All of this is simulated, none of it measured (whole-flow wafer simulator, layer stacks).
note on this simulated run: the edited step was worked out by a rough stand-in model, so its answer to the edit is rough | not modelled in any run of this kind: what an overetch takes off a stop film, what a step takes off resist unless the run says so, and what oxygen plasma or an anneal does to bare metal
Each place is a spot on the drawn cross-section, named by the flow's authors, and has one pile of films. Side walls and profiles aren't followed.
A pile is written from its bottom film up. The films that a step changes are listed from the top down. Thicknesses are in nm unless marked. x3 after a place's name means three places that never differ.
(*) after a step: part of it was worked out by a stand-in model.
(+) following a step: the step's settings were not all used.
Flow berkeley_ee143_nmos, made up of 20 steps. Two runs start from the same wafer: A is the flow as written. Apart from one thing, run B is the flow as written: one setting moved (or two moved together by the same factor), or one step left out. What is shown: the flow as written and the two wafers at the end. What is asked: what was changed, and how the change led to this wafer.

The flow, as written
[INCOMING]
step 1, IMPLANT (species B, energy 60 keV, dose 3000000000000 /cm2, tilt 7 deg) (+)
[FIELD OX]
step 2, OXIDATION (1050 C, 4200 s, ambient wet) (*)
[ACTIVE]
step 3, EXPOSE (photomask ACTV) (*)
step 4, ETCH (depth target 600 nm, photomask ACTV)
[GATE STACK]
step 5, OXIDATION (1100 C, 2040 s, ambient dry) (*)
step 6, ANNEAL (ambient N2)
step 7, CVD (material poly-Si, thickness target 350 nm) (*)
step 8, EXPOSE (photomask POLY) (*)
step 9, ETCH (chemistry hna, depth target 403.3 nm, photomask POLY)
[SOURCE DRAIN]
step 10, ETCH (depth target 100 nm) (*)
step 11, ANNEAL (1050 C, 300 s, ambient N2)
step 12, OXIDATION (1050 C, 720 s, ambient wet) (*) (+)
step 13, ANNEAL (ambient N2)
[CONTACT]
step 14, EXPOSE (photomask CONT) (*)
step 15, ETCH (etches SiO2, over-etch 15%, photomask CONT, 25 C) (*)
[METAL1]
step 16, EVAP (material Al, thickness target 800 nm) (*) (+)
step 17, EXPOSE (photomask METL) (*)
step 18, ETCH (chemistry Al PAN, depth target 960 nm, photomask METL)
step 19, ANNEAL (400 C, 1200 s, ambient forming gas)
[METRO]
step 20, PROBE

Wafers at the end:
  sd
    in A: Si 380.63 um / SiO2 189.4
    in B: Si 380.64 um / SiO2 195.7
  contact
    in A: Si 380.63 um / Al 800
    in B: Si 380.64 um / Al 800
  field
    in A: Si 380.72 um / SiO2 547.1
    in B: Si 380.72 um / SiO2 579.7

The reason: step 10, ETCH: depth target 64 nm was run, while the flow as written has depth target 100 nm.

Step by step, how the change led to this:
  step 10, ETCH (depth target 100 nm) (*)
      sd, contact: A SiO2 loses 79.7 (all of it) | B SiO2 loses 64
      field: A SiO2 loses 100 | B SiO2 loses 64
  step 12, OXIDATION (1050 C, 720 s, ambient wet) (*) (+)
      sd, contact: A SiO2 gains 189.4 (new film), Si loses 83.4 | B SiO2 gains 180.1, Si loses 79.2
      field: A SiO2 gains 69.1, Si loses 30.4 | B SiO2 gains 65.7, Si loses 28.9
  step 15, ETCH (etches SiO2, over-etch 15%, photomask CONT, 25 C) (*)
      contact: A SiO2 loses 189.4 (all of it) | B SiO2 loses 195.7 (all of it)
